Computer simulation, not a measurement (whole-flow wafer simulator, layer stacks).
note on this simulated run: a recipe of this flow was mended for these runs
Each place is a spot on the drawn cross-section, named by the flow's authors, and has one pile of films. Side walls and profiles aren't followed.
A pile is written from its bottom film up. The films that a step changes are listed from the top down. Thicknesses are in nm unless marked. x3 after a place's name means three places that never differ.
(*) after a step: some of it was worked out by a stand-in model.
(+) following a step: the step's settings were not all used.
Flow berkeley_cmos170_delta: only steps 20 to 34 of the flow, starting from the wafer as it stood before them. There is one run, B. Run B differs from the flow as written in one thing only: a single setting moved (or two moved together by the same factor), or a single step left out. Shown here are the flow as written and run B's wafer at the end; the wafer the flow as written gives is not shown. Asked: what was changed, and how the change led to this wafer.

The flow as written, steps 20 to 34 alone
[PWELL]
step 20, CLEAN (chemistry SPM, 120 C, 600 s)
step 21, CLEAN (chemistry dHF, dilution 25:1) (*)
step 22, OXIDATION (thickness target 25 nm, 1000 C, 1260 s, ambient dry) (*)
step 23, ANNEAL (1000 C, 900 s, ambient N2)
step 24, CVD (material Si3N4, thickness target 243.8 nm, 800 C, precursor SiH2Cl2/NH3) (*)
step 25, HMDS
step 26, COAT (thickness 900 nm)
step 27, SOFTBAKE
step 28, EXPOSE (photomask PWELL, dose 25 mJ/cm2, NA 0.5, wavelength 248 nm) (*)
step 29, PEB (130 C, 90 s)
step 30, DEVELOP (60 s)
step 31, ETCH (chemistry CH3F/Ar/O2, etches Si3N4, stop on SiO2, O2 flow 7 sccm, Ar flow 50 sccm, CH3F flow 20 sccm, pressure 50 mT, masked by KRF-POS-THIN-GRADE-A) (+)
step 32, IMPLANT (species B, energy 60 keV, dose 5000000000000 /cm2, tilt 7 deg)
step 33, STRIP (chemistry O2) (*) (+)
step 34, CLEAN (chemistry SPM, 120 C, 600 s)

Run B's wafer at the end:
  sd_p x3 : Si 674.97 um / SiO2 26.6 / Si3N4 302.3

What caused this: step 24, CVD: thickness target 302.3 nm was run, while the flow as written has thickness target 243.8 nm.
The wafer itself shows it: sd_p x3 has Si3N4 302.3, and step 24 as written asks for 243.8 nm.

Step by step, how the change led to this:
  step 24, CVD (material Si3N4, thickness target 243.8 nm, 800 C, precursor SiH2Cl2/NH3) (*)
      field x6, sd_p x3: +302.3 Si3N4 (new film) (in the flow as written it would be: +243.8 Si3N4 (new film))
  step 31, ETCH (chemistry CH3F/Ar/O2, etches Si3N4, stop on SiO2, O2 flow 7 sccm, Ar flow 50 sccm, CH3F flow 20 sccm, pressure 50 mT, masked by KRF-POS-THIN-GRADE-A) (+)
      field x6: -302.3 Si3N4 (all of it), -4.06 SiO2 (in the flow as written it would be: -243.8 Si3N4 (all of it), -4.06 SiO2)
      sd_p x3: -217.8 KrF-resist (in the flow as written it would be: -178.8 KrF-resist)
  step 33, STRIP (chemistry O2) (*) (+)
      sd_p x3: -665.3 KrF-resist (all of it) (in the flow as written it would be: -704.3 KrF-resist (all of it))
